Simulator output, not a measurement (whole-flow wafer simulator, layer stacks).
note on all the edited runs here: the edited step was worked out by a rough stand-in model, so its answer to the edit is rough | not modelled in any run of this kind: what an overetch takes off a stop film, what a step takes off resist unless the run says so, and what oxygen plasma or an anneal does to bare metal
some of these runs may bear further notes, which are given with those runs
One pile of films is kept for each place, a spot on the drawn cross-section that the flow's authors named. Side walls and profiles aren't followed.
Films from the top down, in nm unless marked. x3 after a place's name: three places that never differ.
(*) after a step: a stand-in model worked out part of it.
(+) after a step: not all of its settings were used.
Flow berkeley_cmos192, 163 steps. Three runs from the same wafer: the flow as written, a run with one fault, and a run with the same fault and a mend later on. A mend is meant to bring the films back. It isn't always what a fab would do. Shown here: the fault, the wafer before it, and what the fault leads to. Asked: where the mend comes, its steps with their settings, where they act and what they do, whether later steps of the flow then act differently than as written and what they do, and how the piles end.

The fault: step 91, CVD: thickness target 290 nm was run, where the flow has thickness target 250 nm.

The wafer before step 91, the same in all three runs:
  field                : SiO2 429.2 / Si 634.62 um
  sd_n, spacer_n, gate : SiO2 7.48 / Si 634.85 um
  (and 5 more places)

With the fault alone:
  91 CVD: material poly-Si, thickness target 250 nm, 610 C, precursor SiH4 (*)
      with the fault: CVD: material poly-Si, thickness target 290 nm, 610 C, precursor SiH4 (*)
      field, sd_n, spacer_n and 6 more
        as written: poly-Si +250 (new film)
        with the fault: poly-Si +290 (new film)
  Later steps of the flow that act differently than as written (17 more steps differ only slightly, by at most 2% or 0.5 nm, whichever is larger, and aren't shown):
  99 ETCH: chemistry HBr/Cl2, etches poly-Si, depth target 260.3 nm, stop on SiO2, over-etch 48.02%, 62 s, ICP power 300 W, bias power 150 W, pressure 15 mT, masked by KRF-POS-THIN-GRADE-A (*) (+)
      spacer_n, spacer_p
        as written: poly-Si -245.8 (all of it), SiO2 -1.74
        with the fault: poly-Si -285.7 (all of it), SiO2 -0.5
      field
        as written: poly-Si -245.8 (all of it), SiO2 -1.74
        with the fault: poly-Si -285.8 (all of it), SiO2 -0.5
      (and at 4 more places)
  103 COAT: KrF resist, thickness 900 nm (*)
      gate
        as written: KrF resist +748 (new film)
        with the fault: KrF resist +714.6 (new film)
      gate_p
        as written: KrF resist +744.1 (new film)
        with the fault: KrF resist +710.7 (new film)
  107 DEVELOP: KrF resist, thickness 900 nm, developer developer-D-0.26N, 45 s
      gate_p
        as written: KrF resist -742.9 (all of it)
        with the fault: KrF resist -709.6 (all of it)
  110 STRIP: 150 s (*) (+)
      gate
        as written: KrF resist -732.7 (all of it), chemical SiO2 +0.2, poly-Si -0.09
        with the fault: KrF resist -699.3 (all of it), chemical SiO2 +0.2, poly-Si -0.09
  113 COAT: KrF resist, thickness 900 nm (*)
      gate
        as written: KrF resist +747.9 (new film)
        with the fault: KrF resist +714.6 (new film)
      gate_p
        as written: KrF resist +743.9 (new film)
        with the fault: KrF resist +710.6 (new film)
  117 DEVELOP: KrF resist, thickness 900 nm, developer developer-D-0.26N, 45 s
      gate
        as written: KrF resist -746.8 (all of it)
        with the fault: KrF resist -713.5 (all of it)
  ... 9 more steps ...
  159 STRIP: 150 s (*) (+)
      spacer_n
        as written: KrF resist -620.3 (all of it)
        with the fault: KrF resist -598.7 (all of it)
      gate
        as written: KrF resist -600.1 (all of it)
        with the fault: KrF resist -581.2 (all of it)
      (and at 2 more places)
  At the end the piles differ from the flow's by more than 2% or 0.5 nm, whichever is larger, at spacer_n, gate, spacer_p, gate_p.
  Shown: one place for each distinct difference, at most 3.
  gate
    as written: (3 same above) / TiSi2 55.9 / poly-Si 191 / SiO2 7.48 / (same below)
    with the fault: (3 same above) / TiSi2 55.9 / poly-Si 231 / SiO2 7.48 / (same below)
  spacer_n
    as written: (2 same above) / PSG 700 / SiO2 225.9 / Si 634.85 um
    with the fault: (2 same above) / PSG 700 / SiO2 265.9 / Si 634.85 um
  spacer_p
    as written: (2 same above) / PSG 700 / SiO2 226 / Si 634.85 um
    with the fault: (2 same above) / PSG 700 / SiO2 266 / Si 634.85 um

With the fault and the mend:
  The mend comes after step 91.
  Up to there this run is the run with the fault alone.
  91a ETCH: chemistry tmah, depth target 333.5 nm
      field, sd_n, spacer_n and 6 more
        poly-Si -290 (all of it)
  91b CLEAN: chemistry SPM (the flow's step 87 once more)
      changes no film at any place that is followed
  91c CVD: material poly-Si, thickness target 250 nm, 610 C, precursor SiH4 (*) (the flow's step 91 once more)
      field, sd_n, spacer_n and 6 more
        poly-Si +250 (new film)
  No later step of the flow acts differently than as written at any place that is followed.
  At the end the piles are the same as the flow's at every place that both follow.
